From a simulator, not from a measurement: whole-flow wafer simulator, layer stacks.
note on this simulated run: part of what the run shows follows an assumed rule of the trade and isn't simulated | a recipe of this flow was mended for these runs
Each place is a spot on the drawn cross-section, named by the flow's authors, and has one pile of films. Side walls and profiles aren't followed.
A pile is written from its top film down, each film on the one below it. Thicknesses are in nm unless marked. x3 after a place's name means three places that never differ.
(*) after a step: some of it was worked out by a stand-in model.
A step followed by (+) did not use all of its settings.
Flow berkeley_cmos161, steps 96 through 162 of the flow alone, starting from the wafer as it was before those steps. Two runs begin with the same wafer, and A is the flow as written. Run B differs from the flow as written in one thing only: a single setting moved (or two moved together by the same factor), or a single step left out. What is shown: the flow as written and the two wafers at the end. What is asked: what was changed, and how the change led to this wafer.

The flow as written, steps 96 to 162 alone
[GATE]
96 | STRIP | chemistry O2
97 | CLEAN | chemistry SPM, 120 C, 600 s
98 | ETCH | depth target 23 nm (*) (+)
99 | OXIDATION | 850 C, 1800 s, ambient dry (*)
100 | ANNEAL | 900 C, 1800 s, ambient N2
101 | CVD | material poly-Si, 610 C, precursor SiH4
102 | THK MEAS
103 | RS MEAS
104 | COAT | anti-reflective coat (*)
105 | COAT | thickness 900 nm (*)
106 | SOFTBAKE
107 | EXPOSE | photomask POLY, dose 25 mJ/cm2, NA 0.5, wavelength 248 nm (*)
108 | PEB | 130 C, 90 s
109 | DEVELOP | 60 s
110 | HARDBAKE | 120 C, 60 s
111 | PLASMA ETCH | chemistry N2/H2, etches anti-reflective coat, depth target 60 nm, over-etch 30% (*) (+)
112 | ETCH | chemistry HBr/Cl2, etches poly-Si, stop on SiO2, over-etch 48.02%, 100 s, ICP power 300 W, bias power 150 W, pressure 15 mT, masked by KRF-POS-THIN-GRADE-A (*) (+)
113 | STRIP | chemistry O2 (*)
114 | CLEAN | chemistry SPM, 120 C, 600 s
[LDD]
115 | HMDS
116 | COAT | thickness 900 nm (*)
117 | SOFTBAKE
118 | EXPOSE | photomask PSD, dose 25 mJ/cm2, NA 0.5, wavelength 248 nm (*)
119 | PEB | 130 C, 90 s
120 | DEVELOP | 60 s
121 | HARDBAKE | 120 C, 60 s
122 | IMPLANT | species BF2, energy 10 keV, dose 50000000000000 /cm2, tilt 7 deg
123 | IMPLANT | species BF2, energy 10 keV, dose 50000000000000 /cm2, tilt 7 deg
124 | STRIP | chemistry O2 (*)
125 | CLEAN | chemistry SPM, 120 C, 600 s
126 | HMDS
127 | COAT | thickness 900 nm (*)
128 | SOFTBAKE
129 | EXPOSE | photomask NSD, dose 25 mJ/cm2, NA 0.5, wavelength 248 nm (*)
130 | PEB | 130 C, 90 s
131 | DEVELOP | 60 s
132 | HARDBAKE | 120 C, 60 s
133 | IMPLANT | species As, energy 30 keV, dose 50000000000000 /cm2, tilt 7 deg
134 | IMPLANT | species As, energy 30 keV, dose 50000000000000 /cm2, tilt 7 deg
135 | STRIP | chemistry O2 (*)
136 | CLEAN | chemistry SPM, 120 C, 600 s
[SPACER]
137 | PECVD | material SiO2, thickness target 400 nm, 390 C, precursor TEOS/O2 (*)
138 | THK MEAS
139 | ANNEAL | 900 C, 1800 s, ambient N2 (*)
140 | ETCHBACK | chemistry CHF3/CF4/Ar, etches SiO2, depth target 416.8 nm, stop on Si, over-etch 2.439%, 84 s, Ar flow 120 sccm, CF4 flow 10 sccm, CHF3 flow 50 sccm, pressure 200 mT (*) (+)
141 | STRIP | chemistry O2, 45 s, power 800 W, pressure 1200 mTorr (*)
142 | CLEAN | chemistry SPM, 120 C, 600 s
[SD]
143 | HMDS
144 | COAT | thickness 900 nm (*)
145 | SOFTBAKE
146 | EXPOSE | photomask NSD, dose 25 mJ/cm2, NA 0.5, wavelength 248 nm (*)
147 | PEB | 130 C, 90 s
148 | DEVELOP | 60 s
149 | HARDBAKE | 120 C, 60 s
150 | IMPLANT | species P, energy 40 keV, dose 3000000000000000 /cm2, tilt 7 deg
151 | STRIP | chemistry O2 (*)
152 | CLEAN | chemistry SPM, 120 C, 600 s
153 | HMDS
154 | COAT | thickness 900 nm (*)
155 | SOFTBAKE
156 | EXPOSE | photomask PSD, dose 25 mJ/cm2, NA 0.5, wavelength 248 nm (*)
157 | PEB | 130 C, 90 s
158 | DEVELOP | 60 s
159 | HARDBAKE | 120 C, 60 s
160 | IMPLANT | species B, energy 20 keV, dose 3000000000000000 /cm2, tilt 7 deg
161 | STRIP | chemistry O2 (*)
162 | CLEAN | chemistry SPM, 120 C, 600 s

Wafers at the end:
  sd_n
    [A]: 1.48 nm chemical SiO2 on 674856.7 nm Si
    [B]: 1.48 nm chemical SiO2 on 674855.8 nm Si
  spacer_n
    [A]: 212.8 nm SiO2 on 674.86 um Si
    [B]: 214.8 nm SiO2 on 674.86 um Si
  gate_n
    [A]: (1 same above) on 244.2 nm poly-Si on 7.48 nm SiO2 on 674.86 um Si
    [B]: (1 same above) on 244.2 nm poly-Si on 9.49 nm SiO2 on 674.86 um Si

The reason: step 99, OXIDATION: 873 C was run, though the flow has 850 C.

Step by step, how the change led to this:
  99 | OXIDATION | 850 C, 1800 s, ambient dry (*)
      sd_n, spacer_n, gate_n, sd_p, spacer_p, gate_p, contact, m1: A +7.48 SiO2 (new film), -3.29 Si | B +9.49 SiO2 (new film), -4.17 Si
